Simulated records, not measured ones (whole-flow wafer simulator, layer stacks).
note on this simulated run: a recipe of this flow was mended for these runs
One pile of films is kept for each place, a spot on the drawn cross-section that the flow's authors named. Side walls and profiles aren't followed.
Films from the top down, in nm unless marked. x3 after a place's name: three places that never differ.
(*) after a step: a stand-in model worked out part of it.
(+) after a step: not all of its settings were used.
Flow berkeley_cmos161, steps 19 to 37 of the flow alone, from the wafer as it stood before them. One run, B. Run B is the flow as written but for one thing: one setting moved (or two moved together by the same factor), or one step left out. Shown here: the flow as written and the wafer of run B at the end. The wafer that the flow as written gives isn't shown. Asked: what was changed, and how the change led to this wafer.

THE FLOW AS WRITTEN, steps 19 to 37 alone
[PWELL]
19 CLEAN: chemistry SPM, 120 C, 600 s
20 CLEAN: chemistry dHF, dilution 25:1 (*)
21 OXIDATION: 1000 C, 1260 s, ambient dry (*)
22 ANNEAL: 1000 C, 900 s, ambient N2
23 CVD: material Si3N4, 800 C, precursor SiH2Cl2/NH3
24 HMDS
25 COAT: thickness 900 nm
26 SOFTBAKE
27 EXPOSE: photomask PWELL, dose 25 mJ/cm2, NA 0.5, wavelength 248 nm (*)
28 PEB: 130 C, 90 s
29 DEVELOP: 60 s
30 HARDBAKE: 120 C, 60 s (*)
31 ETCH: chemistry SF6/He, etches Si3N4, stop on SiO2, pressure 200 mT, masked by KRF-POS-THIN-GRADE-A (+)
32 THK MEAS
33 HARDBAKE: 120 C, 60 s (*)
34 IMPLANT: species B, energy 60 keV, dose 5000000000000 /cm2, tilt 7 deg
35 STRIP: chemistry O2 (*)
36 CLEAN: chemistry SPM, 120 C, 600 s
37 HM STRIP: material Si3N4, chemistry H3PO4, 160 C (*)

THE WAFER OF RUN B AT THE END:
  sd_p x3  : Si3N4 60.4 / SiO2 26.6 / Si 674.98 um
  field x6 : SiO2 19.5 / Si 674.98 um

The cause: step 37, HM STRIP: 139 C was run, where the flow has 160 C.

How the change led to this, step by step:
  37 HM STRIP: material Si3N4, chemistry H3PO4, 160 C (*)
      sd_p x3: Si3N4 -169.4 (as written it would be: Si3N4 -229.8 (all of it), SiO2 -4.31)
      field x6: SiO2 -2.26 (as written it would be: SiO2 -11.6)
